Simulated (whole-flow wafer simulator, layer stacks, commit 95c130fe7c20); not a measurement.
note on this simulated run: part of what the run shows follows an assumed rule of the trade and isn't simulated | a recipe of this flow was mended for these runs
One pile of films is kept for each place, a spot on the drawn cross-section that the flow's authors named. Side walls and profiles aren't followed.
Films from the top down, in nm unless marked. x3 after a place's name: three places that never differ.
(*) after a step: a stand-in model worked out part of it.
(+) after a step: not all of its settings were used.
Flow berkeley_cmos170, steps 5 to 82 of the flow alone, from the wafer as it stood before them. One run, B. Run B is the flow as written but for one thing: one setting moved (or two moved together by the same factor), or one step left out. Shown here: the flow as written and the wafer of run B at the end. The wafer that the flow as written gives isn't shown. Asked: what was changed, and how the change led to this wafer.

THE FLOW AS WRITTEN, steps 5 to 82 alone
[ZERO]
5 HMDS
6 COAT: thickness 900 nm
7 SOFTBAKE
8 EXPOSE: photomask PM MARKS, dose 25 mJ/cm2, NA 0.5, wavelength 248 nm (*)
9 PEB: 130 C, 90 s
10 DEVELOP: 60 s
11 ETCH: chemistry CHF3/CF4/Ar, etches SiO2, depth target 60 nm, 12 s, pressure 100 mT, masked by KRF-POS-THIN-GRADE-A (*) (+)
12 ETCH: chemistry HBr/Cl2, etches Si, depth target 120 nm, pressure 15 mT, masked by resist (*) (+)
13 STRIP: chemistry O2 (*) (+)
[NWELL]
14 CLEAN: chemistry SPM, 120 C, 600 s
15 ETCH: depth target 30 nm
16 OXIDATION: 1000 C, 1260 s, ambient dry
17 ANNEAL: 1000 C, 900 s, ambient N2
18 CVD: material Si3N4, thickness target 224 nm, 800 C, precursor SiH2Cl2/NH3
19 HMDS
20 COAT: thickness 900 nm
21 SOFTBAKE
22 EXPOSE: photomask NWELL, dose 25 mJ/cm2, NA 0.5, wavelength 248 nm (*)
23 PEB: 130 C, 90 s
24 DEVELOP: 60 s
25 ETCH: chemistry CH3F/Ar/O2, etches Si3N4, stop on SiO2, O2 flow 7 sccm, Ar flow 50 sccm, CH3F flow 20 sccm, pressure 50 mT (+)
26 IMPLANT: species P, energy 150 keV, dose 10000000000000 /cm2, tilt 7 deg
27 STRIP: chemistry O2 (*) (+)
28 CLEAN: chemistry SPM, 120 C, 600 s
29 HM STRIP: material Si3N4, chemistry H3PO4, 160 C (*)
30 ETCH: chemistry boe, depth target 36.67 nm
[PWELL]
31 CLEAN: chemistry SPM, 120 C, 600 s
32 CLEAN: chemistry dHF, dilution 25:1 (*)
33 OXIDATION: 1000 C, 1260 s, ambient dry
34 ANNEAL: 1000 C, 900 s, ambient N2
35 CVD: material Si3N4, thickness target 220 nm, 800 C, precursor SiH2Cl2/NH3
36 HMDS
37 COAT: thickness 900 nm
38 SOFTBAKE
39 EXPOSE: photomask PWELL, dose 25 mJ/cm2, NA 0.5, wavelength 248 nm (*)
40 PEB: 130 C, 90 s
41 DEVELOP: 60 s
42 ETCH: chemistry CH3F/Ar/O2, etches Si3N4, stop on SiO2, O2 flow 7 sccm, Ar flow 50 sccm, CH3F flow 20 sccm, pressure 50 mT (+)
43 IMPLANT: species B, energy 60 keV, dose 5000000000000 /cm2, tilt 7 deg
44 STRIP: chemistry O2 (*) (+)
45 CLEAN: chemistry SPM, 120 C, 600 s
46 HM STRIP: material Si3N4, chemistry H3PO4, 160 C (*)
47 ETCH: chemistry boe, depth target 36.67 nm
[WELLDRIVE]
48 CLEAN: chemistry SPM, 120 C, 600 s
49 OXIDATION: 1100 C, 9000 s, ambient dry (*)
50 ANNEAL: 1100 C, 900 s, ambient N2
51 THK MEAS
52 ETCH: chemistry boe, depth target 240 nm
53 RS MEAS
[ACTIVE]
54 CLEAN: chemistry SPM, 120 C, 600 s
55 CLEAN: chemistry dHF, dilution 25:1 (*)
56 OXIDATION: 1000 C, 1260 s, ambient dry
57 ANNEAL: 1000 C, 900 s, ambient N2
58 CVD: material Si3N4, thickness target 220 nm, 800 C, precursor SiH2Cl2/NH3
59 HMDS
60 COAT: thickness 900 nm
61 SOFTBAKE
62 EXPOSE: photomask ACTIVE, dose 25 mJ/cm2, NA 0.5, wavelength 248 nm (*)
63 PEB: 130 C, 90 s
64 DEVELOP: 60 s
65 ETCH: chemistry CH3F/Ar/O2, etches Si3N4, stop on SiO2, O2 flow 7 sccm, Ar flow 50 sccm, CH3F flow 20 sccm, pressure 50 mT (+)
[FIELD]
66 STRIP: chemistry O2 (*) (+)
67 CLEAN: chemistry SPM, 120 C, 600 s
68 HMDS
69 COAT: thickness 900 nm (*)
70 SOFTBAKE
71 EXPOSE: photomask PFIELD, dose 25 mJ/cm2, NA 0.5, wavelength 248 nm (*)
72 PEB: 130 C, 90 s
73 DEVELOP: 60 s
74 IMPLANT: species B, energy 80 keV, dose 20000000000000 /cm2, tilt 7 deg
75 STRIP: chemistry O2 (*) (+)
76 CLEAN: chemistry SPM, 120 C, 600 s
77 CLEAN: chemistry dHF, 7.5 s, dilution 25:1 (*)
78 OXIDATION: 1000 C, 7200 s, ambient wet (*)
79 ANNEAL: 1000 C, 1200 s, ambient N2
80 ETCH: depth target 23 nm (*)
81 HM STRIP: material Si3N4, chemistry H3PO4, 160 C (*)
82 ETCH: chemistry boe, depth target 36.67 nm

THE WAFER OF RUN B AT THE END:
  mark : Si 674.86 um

The cause: step 12, ETCH: chemistry HBr/Cl2, etches Si, depth target 120 nm, pressure 15 mT, masked by resist (*) (+), was left out.

How the change led to this, step by step:
  13 STRIP: chemistry O2 (*) (+)
      field, sd_n, spacer_n and 9 more: KrF-resist -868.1 (all of it) (as written it would be: KrF-resist -828.1 (all of it))
